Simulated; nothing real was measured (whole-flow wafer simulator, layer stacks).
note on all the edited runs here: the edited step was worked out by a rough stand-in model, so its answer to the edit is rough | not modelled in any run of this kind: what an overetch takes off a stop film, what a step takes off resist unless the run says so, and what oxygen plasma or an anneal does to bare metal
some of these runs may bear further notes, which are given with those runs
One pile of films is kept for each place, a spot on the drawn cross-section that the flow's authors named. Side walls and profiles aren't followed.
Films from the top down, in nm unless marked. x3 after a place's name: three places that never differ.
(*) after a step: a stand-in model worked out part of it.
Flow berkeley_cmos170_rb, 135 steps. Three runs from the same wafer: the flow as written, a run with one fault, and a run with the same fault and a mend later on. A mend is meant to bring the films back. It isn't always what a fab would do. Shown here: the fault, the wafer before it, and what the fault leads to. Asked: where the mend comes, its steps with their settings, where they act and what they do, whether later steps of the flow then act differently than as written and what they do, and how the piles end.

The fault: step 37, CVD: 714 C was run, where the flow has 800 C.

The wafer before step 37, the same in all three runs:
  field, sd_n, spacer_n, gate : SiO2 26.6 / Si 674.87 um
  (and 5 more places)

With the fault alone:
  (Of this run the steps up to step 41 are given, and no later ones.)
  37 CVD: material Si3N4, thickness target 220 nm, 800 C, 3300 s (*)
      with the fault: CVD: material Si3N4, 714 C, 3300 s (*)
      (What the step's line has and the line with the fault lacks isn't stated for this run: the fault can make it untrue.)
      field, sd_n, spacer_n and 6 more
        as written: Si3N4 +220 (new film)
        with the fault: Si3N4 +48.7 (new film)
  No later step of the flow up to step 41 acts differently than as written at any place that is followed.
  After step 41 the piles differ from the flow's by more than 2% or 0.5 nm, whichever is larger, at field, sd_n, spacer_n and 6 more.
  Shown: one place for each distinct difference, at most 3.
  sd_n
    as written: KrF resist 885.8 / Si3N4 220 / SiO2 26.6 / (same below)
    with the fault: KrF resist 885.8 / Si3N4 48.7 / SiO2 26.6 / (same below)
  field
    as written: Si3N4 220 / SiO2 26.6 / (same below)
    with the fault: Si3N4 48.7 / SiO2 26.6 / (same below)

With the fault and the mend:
  The mend comes after step 37.
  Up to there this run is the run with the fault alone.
  37a ETCH: chemistry h3po4, depth target 56.05 nm
      field, sd_n, spacer_n and 6 more
        Si3N4 -48.7 (all of it)
  37b CLEAN (*)
      changes no film at any place that is followed
  37c CVD: material Si3N4, thickness target 220 nm, 800 C, 3300 s (*) (the flow's step 37 once more)
      field, sd_n, spacer_n and 6 more
        Si3N4 +220 (new film)
  No later step of the flow acts differently than as written at any place that is followed.
  At the end the piles are the same as the flow's at every place that both follow.
